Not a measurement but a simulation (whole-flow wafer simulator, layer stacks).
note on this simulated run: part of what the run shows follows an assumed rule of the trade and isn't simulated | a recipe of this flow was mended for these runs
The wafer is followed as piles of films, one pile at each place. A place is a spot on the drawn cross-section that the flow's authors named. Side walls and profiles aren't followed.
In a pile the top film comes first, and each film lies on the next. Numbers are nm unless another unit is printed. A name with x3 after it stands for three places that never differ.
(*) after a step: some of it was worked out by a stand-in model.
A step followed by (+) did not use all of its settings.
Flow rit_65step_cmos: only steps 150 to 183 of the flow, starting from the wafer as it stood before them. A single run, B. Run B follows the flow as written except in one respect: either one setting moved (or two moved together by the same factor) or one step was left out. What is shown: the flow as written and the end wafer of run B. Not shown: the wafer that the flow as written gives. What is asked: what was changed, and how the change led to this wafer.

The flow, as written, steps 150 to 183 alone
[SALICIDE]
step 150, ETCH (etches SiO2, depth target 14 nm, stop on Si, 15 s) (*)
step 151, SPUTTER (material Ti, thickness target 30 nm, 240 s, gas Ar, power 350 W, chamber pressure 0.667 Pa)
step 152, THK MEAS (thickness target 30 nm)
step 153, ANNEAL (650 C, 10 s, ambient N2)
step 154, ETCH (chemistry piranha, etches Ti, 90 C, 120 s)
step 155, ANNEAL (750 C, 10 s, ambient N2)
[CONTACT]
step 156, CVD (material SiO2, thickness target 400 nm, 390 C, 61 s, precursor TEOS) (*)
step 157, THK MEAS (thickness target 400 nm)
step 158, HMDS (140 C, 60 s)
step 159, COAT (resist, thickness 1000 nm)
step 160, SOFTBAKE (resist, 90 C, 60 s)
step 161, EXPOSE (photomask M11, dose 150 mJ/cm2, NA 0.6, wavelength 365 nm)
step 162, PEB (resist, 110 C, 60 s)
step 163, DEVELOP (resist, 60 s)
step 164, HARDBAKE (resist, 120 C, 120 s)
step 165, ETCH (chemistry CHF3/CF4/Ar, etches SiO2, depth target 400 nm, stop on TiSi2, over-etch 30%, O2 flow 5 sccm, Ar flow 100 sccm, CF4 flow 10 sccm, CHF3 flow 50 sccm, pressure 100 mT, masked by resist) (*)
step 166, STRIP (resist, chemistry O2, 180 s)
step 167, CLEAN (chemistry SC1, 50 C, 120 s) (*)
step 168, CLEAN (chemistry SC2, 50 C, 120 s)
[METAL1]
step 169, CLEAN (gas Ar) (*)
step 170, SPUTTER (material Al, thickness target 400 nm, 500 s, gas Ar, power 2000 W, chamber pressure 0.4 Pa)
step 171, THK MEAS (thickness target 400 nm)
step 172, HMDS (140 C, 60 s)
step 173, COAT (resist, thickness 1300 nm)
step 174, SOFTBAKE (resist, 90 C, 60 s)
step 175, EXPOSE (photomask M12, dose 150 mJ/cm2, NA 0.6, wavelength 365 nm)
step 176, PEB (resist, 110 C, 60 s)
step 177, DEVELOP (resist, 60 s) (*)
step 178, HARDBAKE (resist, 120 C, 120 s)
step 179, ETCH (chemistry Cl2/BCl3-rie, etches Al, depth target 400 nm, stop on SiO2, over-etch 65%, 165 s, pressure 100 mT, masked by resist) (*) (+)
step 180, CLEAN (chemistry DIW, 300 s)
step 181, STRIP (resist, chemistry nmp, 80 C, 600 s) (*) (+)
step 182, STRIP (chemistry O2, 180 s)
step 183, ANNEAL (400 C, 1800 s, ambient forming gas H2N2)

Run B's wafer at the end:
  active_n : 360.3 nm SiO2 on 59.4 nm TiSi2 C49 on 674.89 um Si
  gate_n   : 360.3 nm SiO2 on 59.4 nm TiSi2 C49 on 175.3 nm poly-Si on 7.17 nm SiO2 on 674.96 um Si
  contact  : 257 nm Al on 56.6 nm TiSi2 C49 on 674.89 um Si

The reason: step 155, ANNEAL: 660 C was run, though the flow has 750 C.

How this came from the change, step by step:
  step 155, ANNEAL (750 C, 10 s, ambient N2)
      active_n, active_p, sd_n, sd_p, contact, m1: -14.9 TiSi first (all of it), +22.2 TiSi2 C49, -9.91 Si (in the flow as written it would be: +55.9 TiSi2 (new film), -14.9 TiSi first (all of it), -37.2 TiSi2 C49 (all of it), -9.91 Si)
      gate_n, gate_p: -14.9 TiSi first (all of it), +22.2 TiSi2 C49, -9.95 poly-Si (in the flow as written it would be: +55.9 TiSi2 (new film), -14.9 TiSi first (all of it), -37.2 TiSi2 C49 (all of it), -9.95 poly-Si)
  step 165, ETCH (chemistry CHF3/CF4/Ar, etches SiO2, depth target 400 nm, stop on TiSi2, over-etch 30%, O2 flow 5 sccm, Ar flow 100 sccm, CF4 flow 10 sccm, CHF3 flow 50 sccm, pressure 100 mT, masked by resist) (*)
      contact: -400 SiO2 (all of it) (in the flow as written it would be: -400 SiO2 (all of it), -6 TiSi2)
  step 169, CLEAN (gas Ar) (*)
      contact: -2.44 TiSi2 C49 (in the flow as written it would be: -2.31 TiSi2)
